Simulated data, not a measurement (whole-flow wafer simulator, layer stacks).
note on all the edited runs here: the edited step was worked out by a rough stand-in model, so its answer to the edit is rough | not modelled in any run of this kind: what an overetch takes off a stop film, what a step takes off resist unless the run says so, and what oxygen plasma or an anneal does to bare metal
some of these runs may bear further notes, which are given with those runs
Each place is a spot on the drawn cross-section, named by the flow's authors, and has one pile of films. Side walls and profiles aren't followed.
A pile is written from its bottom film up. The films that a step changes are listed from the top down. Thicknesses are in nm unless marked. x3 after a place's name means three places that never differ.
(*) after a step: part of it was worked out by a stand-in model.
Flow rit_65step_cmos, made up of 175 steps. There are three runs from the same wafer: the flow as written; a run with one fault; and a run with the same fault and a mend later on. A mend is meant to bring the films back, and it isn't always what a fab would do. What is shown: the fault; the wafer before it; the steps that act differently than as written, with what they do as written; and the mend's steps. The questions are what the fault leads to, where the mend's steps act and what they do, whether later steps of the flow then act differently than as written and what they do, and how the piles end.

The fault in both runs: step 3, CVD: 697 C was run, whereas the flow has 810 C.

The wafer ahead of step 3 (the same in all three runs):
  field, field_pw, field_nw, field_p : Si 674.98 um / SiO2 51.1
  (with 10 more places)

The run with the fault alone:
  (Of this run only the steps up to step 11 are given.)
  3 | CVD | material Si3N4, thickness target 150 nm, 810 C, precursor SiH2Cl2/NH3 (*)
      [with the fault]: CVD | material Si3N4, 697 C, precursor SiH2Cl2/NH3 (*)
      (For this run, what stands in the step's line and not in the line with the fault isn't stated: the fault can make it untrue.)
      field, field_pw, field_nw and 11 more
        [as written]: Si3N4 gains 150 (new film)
        [with the fault]: Si3N4 gains 20.3 (new film)
  Later steps of the flow up to step 11 that are run all act as written at every place that is followed.
  The piles after step 11 differ from the flow's at field, field_pw, field_nw and 11 more by more than 2% or 0.5 nm, whichever is larger.
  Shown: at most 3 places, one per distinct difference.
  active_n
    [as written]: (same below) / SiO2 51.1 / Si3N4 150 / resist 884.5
    [with the fault]: (same below) / SiO2 51.1 / Si3N4 20.3 / resist 884.5
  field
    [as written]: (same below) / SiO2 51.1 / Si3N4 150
    [with the fault]: (same below) / SiO2 51.1 / Si3N4 20.3

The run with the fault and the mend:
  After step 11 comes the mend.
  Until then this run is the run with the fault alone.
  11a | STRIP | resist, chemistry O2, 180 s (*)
      active_n, active_p, gate_n and 7 more
        resist loses 884.5 (all of it)
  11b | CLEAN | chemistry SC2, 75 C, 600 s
      alters no film at any place that is followed
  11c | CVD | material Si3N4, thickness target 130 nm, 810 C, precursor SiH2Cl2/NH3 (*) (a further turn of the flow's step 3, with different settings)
      field, field_pw, field_nw and 11 more
        Si3N4 gains 130
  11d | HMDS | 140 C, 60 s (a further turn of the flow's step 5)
      alters no film at any place that is followed
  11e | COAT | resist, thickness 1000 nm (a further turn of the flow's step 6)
      field, field_pw, field_nw and 11 more
        resist gains 1000 (new film)
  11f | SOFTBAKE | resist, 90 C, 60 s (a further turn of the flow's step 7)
      alters no film at any place that is followed
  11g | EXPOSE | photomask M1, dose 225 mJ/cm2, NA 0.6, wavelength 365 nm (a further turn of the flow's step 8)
      alters no film at any place that is followed
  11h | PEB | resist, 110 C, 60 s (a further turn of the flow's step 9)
      field, field_pw, field_nw and 11 more
        resist loses 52
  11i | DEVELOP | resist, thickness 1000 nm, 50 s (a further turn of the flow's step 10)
      field, field_pw, field_nw, field_p
        resist loses 948 (all of it)
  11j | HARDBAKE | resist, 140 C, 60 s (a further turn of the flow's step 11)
      active_n, active_p, gate_n and 7 more
        resist loses 63.5
  Later steps of the flow that are run all act as written at every place that is followed, up to a difference of at most 2% or 0.5 nm, whichever is larger.
  By the end, the piles equal the flow's at every place that both follow.
